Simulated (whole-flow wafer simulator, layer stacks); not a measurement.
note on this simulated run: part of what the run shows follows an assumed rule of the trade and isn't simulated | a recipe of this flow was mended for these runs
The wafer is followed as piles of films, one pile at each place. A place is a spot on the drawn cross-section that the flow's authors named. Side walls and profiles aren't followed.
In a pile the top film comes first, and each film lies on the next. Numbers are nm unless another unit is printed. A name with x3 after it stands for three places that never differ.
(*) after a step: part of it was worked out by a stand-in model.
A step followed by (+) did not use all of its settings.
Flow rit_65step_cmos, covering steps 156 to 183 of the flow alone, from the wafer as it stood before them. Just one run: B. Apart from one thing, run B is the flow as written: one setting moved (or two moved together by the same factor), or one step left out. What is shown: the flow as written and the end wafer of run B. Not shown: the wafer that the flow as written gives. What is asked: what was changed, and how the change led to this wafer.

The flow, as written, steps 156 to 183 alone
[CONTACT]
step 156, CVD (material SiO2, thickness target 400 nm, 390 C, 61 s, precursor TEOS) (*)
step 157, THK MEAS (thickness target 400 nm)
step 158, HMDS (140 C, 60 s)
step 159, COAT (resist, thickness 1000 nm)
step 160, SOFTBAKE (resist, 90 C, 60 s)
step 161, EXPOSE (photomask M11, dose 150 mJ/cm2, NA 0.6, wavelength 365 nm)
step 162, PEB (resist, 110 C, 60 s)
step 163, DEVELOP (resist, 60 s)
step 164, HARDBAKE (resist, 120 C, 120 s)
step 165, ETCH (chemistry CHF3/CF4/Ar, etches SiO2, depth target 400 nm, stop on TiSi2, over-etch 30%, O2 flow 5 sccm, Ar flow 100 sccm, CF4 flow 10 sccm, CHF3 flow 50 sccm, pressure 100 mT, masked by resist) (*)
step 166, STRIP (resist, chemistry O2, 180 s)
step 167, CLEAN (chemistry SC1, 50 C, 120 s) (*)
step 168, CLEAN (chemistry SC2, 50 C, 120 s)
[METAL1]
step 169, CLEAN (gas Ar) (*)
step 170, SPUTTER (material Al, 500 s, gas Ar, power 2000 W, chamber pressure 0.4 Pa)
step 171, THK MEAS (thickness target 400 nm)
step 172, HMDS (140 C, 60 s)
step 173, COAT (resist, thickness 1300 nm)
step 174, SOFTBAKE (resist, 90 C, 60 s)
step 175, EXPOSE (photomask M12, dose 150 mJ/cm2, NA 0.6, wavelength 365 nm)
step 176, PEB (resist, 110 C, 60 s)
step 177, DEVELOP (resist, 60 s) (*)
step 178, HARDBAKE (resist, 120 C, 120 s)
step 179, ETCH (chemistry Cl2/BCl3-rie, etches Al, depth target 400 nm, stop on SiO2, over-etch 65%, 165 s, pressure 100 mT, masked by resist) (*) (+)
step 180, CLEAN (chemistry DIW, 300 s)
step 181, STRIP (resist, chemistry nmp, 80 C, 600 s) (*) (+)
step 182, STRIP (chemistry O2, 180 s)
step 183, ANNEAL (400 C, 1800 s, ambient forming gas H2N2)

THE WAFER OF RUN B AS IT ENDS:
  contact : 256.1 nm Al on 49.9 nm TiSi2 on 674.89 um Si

The reason: step 165, ETCH: over-etch 18% was run, though the flow has over-etch 30%.

Step by step, how the change led to this:
  step 165, ETCH (chemistry CHF3/CF4/Ar, etches SiO2, depth target 400 nm, stop on TiSi2, over-etch 30%, O2 flow 5 sccm, Ar flow 100 sccm, CF4 flow 10 sccm, CHF3 flow 50 sccm, pressure 100 mT, masked by resist) (*)
      field, field_pw, field_nw and 10 more: -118 resist (it would be, as written: -130 resist)
      contact: -400 SiO2 (all of it), -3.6 TiSi2 (it would be, as written: -400 SiO2 (all of it), -6 TiSi2)
